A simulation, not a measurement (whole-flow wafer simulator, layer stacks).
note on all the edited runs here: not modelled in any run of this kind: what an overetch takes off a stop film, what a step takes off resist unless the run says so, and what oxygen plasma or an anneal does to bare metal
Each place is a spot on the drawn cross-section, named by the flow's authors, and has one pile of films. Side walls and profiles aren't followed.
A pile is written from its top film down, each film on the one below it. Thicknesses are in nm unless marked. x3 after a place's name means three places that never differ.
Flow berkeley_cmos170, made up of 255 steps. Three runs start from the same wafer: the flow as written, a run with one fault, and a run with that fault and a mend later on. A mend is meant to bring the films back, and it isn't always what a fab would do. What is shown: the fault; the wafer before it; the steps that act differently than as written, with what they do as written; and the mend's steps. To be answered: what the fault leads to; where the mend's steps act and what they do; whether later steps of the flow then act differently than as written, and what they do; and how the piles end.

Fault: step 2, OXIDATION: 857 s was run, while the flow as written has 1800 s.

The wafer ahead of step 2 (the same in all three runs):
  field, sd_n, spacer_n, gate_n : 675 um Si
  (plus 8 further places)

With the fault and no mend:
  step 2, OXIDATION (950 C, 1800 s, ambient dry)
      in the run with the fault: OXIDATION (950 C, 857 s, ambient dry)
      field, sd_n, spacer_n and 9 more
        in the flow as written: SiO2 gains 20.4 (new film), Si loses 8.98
        in the run with the fault: SiO2 gains 13 (new film), Si loses 5.71
  Later steps of the flow acting differently than as written:
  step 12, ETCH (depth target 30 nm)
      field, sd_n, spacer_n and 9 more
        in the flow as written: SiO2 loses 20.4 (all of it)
        in the run with the fault: SiO2 loses 13 (all of it)
  At the end the piles are close to the flow's at the places that both follow, differing by at most 2% or 0.5 nm, whichever is larger.

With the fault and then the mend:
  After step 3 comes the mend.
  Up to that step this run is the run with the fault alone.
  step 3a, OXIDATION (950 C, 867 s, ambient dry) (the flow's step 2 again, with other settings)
      field, sd_n, spacer_n and 9 more
        SiO2 gains 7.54, Si loses 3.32
  Every later step of the flow that is run acts as written, at every place that is followed, to within 2% or 0.5 nm, whichever is larger.
  The piles end the same as the flow's at every place that both follow.
